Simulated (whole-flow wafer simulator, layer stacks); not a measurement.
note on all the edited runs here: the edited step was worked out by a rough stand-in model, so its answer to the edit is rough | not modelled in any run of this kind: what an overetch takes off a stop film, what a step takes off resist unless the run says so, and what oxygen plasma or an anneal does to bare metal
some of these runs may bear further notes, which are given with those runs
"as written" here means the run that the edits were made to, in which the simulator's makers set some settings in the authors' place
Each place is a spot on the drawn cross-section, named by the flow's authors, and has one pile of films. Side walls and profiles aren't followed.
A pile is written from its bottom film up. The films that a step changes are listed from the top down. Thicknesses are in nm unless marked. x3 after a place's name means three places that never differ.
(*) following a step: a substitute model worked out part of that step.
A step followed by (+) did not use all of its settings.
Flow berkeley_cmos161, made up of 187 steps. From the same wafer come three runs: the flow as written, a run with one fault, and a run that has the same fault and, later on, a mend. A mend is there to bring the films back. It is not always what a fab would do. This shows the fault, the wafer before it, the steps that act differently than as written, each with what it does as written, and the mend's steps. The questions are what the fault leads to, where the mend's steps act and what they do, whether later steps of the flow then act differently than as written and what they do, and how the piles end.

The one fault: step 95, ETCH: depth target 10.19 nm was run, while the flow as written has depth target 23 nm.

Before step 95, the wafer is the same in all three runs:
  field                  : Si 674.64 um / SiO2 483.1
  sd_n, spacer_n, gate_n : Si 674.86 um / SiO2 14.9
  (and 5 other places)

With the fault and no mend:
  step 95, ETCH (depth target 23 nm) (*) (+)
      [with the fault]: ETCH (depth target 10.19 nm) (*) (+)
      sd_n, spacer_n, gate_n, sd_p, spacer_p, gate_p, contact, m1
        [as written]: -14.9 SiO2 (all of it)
        [with the fault]: -10.2 SiO2
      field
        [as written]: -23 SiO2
        [with the fault]: -10.2 SiO2
  Steps later in the flow that act otherwise than as written (34 other steps are not shown; they differ only slightly, by no more than 2% or 0.5 nm, whichever is larger):
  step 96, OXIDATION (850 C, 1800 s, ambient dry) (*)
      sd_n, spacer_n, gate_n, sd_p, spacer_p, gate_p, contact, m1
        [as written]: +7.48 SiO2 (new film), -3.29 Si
        [with the fault]: +5.23 SiO2, -2.3 Si
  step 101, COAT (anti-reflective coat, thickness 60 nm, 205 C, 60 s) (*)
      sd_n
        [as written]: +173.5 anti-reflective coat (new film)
        [with the fault]: +181.2 anti-reflective coat (new film)
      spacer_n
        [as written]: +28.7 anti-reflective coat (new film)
        [with the fault]: +27 anti-reflective coat (new film)
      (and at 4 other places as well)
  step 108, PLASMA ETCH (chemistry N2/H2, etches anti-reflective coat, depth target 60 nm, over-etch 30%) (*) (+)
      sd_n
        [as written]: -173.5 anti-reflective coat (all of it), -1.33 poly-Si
        [with the fault]: -181.2 anti-reflective coat (all of it), -1.39 poly-Si
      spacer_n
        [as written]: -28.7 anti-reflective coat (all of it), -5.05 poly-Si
        [with the fault]: -27 anti-reflective coat (all of it), -5.35 poly-Si
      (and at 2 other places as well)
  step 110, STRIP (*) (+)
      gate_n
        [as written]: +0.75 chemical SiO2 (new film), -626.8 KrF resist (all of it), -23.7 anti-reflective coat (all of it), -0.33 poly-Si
        [with the fault]: +0.75 chemical SiO2 (new film), -633.1 KrF resist (all of it), -22 anti-reflective coat (all of it), -0.33 poly-Si
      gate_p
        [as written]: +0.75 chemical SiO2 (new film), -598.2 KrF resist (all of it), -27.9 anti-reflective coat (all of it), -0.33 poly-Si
        [with the fault]: +0.75 chemical SiO2 (new film), -601.8 KrF resist (all of it), -27 anti-reflective coat (all of it), -0.33 poly-Si
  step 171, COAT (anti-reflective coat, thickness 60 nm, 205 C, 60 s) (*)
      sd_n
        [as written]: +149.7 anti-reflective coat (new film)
        [with the fault]: +159.6 anti-reflective coat (new film)
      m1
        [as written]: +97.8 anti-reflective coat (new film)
        [with the fault]: +100.6 anti-reflective coat (new film)
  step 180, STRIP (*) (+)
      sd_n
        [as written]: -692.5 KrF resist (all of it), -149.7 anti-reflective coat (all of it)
        [with the fault]: -690.4 KrF resist (all of it), -159.6 anti-reflective coat (all of it)
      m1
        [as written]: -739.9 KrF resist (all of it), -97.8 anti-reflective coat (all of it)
        [with the fault]: -744.3 KrF resist (all of it), -100.6 anti-reflective coat (all of it)
  At field, gate_n, gate_p, the piles at the end differ from the flow's by more than 2% or 0.5 nm, whichever is larger.
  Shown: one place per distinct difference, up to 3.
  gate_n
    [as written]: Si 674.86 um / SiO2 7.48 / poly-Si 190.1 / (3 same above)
    [with the fault]: Si 674.86 um / SiO2 9.99 / poly-Si 190.1 / (3 same above)
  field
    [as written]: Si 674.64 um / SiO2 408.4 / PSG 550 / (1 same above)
    [with the fault]: Si 674.64 um / SiO2 421.2 / PSG 550 / (1 same above)

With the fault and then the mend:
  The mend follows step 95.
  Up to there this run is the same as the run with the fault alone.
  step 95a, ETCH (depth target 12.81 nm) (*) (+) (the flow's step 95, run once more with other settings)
      sd_n, spacer_n, gate_n, sd_p, spacer_p, gate_p, contact, m1
        -4.75 SiO2 (all of it)
      field
        -12.8 SiO2
  Every later step of the flow that is run acts as written at every place that is followed.
  By the end, the piles equal the flow's at every place that both follow.
